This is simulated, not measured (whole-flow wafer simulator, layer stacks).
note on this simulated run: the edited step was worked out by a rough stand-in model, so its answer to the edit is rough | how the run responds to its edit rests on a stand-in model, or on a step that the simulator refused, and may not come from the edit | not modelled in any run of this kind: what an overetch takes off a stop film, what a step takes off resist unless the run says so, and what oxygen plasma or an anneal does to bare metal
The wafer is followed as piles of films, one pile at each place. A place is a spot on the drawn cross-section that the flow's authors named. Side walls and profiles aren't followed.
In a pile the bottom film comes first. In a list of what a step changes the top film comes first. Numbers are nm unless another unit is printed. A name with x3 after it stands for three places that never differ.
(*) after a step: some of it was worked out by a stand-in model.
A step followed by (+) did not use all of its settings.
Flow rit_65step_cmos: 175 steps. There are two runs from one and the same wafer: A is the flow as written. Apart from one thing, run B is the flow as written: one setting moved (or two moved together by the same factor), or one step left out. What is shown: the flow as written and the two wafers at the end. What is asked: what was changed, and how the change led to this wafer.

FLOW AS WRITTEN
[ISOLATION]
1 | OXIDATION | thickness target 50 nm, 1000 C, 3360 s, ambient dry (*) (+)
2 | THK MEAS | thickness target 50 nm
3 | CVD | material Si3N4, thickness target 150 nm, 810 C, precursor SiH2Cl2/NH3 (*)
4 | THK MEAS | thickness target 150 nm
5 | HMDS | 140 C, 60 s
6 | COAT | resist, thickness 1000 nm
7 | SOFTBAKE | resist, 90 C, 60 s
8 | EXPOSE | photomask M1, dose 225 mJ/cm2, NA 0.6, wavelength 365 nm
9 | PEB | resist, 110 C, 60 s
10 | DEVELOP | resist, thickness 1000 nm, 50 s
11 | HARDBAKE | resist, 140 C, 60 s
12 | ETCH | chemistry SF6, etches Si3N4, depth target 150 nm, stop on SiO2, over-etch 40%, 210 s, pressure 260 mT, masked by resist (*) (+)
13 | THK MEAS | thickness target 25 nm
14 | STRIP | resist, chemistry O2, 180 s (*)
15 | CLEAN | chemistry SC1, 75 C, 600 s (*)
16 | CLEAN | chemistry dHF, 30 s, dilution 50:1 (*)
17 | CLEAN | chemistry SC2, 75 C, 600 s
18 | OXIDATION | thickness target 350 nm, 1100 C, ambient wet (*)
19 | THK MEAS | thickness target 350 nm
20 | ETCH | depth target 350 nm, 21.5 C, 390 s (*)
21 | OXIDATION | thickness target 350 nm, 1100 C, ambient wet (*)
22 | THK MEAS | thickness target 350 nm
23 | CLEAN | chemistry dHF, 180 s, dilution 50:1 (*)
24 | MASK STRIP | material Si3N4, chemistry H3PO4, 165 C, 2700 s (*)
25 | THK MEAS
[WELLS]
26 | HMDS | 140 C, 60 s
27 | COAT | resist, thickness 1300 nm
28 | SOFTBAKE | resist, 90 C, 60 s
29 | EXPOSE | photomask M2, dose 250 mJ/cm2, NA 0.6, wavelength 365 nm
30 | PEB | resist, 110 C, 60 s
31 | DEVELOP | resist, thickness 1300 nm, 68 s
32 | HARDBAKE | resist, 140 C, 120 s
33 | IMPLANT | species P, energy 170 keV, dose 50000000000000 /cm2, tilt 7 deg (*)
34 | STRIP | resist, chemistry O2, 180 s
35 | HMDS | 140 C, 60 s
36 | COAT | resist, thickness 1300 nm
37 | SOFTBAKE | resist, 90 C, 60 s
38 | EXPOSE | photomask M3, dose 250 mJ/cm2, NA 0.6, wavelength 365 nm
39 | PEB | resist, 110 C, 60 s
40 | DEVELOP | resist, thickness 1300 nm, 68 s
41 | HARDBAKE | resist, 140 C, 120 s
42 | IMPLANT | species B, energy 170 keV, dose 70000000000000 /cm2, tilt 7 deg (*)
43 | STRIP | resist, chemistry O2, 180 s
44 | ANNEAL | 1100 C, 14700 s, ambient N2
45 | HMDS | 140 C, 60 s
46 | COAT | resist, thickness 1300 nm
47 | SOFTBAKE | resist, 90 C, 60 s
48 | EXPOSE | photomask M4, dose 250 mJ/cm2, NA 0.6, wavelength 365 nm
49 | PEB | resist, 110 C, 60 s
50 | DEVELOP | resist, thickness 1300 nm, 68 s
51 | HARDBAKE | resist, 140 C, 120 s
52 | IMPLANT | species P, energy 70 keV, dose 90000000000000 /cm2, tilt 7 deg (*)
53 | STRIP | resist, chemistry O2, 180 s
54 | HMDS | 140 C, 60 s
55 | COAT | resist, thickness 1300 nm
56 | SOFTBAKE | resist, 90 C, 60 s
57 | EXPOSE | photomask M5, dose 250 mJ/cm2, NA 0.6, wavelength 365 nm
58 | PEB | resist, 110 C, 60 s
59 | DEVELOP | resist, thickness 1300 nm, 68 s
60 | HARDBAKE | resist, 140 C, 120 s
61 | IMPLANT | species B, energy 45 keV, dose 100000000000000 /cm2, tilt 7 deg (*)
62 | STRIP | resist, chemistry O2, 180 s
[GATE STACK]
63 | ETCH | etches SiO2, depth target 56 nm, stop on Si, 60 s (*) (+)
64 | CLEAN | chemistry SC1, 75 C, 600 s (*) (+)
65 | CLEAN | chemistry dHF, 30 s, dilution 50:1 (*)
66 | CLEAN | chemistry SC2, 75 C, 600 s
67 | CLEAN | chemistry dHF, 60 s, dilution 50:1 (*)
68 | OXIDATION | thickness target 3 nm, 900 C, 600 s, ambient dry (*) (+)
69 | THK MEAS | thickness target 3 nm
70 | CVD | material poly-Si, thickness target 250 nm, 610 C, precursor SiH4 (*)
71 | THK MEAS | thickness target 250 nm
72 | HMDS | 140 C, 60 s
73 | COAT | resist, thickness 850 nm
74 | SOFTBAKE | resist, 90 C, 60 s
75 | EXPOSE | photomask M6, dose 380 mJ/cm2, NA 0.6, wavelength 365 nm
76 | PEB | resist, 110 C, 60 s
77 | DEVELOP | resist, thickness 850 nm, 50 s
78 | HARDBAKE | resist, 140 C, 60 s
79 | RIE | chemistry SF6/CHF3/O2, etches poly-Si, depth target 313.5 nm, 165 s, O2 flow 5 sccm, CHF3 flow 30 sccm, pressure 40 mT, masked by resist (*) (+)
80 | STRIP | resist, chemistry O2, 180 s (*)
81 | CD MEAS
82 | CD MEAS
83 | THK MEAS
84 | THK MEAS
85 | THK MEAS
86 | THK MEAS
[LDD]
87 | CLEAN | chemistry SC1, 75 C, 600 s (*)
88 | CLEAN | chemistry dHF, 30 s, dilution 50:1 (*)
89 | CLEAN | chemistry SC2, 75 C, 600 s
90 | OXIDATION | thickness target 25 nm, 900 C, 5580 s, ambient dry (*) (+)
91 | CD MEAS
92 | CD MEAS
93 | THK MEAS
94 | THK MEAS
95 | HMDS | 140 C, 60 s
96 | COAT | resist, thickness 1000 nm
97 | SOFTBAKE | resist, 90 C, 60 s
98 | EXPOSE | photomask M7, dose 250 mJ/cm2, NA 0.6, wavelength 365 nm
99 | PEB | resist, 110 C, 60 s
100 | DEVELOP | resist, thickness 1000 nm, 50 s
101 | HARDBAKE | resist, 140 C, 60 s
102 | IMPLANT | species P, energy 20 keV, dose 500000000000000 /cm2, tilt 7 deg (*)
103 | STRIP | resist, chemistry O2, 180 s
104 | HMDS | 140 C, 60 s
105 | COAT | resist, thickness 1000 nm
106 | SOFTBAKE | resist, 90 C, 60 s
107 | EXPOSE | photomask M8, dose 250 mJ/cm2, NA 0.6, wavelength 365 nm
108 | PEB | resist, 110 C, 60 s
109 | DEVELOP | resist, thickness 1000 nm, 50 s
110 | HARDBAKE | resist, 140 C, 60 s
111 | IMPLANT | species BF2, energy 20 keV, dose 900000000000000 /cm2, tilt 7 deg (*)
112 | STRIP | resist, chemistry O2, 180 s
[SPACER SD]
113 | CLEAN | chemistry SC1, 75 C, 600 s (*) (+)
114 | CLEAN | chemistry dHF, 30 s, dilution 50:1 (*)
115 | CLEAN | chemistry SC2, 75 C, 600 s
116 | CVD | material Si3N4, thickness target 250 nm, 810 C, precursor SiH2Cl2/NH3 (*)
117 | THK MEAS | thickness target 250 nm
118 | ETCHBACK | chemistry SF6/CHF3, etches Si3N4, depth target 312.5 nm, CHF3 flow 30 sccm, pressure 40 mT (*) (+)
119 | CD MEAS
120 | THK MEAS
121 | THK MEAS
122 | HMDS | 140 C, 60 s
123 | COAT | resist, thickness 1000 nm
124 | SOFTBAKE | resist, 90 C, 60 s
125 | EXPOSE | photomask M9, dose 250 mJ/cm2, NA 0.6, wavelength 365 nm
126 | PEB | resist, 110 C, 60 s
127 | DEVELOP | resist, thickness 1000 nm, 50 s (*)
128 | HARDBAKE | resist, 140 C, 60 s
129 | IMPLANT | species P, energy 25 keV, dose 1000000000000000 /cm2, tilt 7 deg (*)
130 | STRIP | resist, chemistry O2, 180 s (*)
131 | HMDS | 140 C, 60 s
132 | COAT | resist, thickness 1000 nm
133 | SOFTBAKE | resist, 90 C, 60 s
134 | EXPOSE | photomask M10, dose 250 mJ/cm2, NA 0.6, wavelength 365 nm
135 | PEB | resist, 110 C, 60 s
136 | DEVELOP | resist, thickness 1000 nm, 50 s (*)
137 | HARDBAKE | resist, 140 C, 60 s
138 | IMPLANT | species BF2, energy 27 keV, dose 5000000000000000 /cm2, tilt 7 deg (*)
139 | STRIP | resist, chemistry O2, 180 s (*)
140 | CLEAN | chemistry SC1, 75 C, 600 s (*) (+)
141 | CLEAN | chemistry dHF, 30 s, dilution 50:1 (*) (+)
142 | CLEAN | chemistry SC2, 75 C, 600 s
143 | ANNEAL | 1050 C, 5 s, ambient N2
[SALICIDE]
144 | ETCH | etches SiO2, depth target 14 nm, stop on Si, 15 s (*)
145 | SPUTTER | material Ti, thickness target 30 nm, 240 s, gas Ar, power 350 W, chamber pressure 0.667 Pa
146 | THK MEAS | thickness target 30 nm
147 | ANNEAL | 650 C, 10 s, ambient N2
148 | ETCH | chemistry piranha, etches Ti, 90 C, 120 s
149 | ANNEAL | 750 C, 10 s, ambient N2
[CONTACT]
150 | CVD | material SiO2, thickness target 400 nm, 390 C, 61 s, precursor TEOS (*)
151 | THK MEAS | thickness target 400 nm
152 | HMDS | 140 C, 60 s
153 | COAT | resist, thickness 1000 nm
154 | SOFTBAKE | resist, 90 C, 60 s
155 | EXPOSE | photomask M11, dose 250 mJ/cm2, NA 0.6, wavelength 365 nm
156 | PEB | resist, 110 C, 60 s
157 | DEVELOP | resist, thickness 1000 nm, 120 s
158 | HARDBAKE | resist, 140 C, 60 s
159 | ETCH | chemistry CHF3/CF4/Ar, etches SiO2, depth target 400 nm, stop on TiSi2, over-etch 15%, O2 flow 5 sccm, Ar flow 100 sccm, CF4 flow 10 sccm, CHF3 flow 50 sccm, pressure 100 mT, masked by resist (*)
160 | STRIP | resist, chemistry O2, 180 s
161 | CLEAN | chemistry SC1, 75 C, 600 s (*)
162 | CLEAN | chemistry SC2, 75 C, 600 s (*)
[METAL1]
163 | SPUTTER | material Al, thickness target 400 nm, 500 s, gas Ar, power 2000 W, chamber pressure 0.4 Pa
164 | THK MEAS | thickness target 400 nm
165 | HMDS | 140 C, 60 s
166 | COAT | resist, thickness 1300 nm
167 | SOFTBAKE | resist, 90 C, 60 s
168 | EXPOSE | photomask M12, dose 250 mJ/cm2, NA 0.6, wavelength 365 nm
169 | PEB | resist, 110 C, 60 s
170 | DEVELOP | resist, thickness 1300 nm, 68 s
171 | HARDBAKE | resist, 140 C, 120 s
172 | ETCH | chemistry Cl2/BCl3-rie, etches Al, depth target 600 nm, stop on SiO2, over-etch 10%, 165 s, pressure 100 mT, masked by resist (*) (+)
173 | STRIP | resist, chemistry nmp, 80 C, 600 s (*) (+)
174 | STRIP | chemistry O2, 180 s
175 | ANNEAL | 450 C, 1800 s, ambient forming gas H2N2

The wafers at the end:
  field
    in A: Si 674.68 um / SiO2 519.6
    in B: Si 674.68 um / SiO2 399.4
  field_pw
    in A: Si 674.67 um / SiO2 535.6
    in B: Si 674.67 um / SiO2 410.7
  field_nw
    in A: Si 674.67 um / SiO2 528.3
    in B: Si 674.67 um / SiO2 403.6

Cause: step 118, ETCHBACK: depth target 468.8 nm was run, though the flow has depth target 312.5 nm.

Step by step, how the change led to this:
  118 | ETCHBACK | chemistry SF6/CHF3, etches Si3N4, depth target 312.5 nm, CHF3 flow 30 sccm, pressure 40 mT (*) (+)
      field, field_pw, field_nw, field_p: A -250 Si3N4 (all of it), -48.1 SiO2 | B -250 Si3N4 (all of it), -168.3 SiO2
      spacer, spacer_p: A -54 Si3N4 | B -210.3 Si3N4
  123 | COAT | resist, thickness 1000 nm
      field: A +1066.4 resist (new film) | B +1148 resist (new film)
      field_pw: A +1044.8 resist (new film) | B +1103.1 resist (new film)
      (as well as at 4 more places)
  126 | PEB | resist, 110 C, 60 s
      field: A -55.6 resist | B -60 resist
      field_pw: A -54.3 resist | B -57.6 resist
      (as well as at 4 more places)
  127 | DEVELOP | resist, thickness 1000 nm, 50 s (*)
      field: A -1010.9 resist (all of it) | B -1088 resist (all of it)
      spacer: A -772.3 resist (all of it) | B -887.9 resist (all of it)
  128 | HARDBAKE | resist, 140 C, 60 s
      field_pw: A -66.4 resist | B -70.9 resist
      field_nw: A -67.1 resist | B -71.3 resist
      (as well as at 2 more places)
  130 | STRIP | resist, chemistry O2, 180 s (*)
      field_pw: A -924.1 resist (all of it) | B -974.7 resist (all of it)
      field_nw: A -928.7 resist (all of it) | B -979.7 resist (all of it)
      (as well as at 2 more places)
  132 | COAT | resist, thickness 1000 nm
      field: A +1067 resist (new film) | B +1148.6 resist (new film)
      field_pw: A +1045.2 resist (new film) | B +1103.5 resist (new film)
      (as well as at 4 more places)
  135 | PEB | resist, 110 C, 60 s
      spacer, spacer_p: A -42 resist | B -48.6 resist
      field: A -55.6 resist | B -60.1 resist
      (as well as at 3 more places)
  136 | DEVELOP | resist, thickness 1000 nm, 50 s (*)
      field_p: A -1018 resist (all of it) | B -1094.6 resist (all of it)
      spacer_p: A -773.3 resist (all of it) | B -889 resist (all of it)
  137 | HARDBAKE | resist, 140 C, 60 s
      field: A -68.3 resist | B -74.1 resist
      field_pw: A -66.4 resist | B -70.9 resist
      (as well as at 2 more places)
  139 | STRIP | resist, chemistry O2, 180 s (*)
      field: A -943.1 resist (all of it) | B -1014.4 resist (all of it)
      field_pw: A -924.5 resist (all of it) | B -975 resist (all of it)
      (as well as at 2 more places)
  153 | COAT | resist, thickness 1000 nm
      field: A +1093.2 resist (new film) | B +1183.9 resist (new film)
      field_pw: A +1057.8 resist (new film) | B +1121.3 resist (new film)
      (as well as at 4 more places)
  156 | PEB | resist, 110 C, 60 s
      field: A -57 resist | B -62 resist
      field_pw: A -55.1 resist | B -58.6 resist
      (as well as at 4 more places)
  158 | HARDBAKE | resist, 140 C, 60 s
      spacer, spacer_p: A -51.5 resist | B -59.3 resist
      field: A -70.2 resist | B -76.6 resist
      (as well as at 3 more places)
  160 | STRIP | resist, chemistry O2, 180 s
      field: A -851 resist (all of it) | B -930.3 resist (all of it)
      field_pw: A -820.1 resist (all of it) | B -875.5 resist (all of it)
      (as well as at 4 more places)
  166 | COAT | resist, thickness 1300 nm
      field: A +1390 resist (new film) | B +1485.6 resist (new film)
      field_pw: A +1356.8 resist (new film) | B +1426 resist (new film)
      (as well as at 4 more places)
  ... 1 other step ...
  170 | DEVELOP | resist, thickness 1300 nm, 68 s
      field: A -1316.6 resist (all of it) | B -1406.9 resist (all of it)
      field_pw: A -1285.5 resist (all of it) | B -1350.7 resist (all of it)
      (as well as at 4 more places)
